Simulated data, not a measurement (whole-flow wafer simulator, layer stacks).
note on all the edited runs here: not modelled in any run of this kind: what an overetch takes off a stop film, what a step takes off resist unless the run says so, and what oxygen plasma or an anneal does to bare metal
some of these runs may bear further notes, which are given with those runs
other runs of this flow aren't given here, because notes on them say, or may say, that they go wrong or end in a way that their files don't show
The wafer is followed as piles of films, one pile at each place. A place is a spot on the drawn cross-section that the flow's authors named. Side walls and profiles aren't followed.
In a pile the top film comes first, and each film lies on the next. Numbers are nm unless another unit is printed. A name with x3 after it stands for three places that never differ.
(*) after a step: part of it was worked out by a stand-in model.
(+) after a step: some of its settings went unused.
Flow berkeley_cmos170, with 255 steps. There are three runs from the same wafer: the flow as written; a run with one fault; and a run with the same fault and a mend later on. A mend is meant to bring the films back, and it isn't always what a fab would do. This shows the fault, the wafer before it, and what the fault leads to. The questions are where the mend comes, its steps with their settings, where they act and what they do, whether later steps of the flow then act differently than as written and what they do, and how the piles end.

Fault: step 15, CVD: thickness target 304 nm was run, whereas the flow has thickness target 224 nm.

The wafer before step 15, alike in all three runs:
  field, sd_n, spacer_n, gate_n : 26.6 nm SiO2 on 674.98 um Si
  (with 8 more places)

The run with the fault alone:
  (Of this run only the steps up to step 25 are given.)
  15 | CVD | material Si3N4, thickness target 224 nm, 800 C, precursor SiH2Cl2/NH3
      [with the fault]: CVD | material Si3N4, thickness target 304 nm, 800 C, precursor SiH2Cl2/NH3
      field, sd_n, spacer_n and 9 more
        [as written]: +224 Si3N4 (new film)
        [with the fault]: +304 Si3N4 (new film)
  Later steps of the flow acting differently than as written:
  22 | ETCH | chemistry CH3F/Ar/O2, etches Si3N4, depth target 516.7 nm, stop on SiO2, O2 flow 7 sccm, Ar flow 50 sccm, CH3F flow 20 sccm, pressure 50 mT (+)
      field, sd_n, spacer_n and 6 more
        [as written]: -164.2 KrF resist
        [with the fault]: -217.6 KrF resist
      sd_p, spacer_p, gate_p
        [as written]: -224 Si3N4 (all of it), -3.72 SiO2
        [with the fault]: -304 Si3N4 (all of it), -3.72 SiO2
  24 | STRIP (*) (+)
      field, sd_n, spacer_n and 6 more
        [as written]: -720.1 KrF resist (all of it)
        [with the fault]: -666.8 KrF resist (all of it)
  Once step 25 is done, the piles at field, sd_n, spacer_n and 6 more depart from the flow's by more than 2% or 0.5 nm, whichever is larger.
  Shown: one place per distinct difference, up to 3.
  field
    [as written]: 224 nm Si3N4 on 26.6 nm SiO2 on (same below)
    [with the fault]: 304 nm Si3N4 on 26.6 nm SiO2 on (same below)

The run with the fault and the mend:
  After step 15 comes the mend.
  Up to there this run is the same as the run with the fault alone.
  15a | ETCH | chemistry h3po4, depth target 349.6 nm
      field, sd_n, spacer_n and 9 more
        -304 Si3N4 (all of it)
  15b | CLEAN | chemistry SPM
      leaves every film unchanged at each place that is followed
  15c | CVD | material Si3N4, thickness target 224 nm, 800 C, precursor SiH2Cl2/NH3 (a further turn of the flow's step 15)
      field, sd_n, spacer_n and 9 more
        +224 Si3N4 (new film)
  None of the later steps of the flow acts differently than as written at any place that is followed.
  At every place that both follow, the piles at the end match the flow's.
